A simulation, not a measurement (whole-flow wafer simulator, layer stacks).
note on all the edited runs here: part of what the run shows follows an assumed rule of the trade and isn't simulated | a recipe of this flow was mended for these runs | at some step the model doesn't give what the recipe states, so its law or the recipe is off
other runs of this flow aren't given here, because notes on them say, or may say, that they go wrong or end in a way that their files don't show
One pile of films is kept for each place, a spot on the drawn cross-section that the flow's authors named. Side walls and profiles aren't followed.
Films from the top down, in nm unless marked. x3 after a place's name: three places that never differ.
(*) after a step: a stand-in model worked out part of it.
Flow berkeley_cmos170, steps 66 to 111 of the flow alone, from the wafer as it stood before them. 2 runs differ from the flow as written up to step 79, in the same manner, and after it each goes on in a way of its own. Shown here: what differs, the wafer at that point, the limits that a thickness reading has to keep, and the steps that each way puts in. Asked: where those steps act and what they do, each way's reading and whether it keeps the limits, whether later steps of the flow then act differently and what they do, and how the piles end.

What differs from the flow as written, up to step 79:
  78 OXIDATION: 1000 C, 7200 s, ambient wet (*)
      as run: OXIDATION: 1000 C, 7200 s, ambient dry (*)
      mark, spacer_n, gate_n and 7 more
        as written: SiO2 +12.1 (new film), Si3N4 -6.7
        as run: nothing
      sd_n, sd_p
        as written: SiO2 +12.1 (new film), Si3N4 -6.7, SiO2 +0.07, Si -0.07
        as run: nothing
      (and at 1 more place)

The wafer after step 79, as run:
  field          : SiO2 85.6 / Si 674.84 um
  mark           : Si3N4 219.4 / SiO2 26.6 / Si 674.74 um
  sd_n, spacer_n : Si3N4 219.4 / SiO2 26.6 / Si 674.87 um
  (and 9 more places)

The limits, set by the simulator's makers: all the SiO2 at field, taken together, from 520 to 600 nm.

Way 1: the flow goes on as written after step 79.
  The reading after step 79: 85.6 nm, outside the limits.
  Later steps of the flow that act differently than as written (3 more steps differ only slightly, by at most 2% or 0.5 nm, whichever is larger, and aren't shown):
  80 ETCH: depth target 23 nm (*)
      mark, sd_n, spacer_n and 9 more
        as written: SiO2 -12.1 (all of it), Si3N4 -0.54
        this way: Si3N4 -1.15
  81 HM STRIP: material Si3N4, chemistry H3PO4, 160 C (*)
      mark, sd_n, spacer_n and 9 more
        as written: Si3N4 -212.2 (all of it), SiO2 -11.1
        this way: Si3N4 -218.3 (all of it), SiO2 -11.4
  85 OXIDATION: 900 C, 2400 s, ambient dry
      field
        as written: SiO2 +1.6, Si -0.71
        this way: SiO2 +11.9, Si -5.22
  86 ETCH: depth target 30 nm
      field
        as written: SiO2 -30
        this way: SiO2 -18.1 (all of it)
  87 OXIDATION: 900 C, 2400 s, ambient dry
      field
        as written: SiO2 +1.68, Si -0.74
        this way: SiO2 +14.9 (new film), Si -6.57
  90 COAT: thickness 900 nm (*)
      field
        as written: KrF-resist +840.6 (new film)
        this way: KrF-resist +907.5 (new film)
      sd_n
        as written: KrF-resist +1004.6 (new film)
        this way: KrF-resist +887.4 (new film)
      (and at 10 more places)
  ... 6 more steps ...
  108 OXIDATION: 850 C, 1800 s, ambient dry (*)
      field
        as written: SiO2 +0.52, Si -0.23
        this way: SiO2 +7.48 (new film), Si -3.29
  At the end the piles differ from the flow's by more than 2% or 0.5 nm, whichever is larger, at field.
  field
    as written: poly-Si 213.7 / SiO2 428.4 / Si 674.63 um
    this way: poly-Si 213.7 / SiO2 7.48 / Si 674.82 um

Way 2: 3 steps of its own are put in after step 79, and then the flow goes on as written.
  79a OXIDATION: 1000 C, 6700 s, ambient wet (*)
      mark, spacer_n, gate_n and 7 more
        SiO2 +11.5 (new film), Si3N4 -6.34
      sd_n, sd_p
        SiO2 +11.5 (new film), Si3N4 -6.34, SiO2 +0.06, Si -0.06
      field
        SiO2 +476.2, Si -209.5
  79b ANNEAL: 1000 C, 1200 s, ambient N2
      changes no film at any place that is followed
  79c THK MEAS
      changes no film at any place that is followed
  The reading after step 79c: 561.8 nm, within the limits.
  Later steps of the flow that act differently than as written (12 more steps differ only slightly, by at most 2% or 0.5 nm, whichever is larger, and aren't shown):
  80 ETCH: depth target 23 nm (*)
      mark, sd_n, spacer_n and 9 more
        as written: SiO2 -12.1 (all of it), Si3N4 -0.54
        this way: SiO2 -11.5 (all of it), Si3N4 -0.58
  At the end the piles differ from the flow's only slightly at the places that both follow, by at most 2% or 0.5 nm, whichever is larger.

Within the limits: way 2. Outside them: way 1.
